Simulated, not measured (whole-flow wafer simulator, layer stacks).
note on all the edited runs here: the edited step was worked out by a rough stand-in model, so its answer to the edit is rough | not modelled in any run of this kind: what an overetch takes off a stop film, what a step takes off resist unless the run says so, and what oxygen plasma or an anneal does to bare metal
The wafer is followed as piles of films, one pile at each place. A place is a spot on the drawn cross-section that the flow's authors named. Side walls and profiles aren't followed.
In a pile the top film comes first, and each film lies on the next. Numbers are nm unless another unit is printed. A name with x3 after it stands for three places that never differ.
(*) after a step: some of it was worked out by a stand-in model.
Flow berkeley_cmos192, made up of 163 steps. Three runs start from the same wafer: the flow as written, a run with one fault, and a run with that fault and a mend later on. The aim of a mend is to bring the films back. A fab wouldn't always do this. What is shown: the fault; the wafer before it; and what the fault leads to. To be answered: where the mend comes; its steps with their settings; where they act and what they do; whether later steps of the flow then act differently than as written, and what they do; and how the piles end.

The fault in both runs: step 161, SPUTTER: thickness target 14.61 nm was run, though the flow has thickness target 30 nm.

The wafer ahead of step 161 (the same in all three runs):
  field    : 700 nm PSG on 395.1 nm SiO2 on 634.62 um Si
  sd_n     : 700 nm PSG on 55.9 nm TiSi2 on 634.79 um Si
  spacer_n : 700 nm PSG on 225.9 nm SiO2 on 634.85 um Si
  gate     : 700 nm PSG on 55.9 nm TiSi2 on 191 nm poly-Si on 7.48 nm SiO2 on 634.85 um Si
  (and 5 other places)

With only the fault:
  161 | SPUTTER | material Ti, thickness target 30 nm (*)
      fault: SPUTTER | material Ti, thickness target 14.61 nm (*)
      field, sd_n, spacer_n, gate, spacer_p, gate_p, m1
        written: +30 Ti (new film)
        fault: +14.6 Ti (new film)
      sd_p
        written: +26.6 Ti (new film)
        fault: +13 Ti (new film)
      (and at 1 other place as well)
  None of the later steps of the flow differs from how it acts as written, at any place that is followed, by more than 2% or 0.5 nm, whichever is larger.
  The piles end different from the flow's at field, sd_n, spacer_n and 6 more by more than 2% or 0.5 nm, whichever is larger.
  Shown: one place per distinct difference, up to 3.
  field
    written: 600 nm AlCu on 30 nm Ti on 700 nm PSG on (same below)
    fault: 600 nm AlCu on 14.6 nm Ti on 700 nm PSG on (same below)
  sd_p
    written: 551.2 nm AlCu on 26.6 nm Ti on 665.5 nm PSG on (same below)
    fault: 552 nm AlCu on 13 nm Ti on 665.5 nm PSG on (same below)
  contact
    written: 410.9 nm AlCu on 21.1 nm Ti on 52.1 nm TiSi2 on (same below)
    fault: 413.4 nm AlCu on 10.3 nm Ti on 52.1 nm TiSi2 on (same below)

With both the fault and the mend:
  The mend stands after step 161.
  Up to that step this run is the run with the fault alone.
  161a | ETCH | chemistry piranha, etches Ti, 120 C, 25 s (the flow's step 148 again, with other settings)
      field, sd_n, spacer_n, gate, spacer_p, gate_p, m1
        -14.6 Ti (all of it)
      sd_p
        -13 Ti (all of it)
      contact
        -10.3 Ti (all of it), -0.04 TiSi2
  161b | SPUTTER | material Ti, thickness target 30 nm (*) (the flow's step 161 again)
      field, sd_n, spacer_n, gate, spacer_p, gate_p, m1
        +30 Ti (new film)
      sd_p
        +26.6 Ti (new film)
      contact
        +21.1 Ti (new film)
  None of the later steps of the flow acts differently than as written at any place that is followed.
  When the end is reached, the piles differ only a little from the flow's at the places that both follow, at most by 2% or 0.5 nm, whichever is larger.
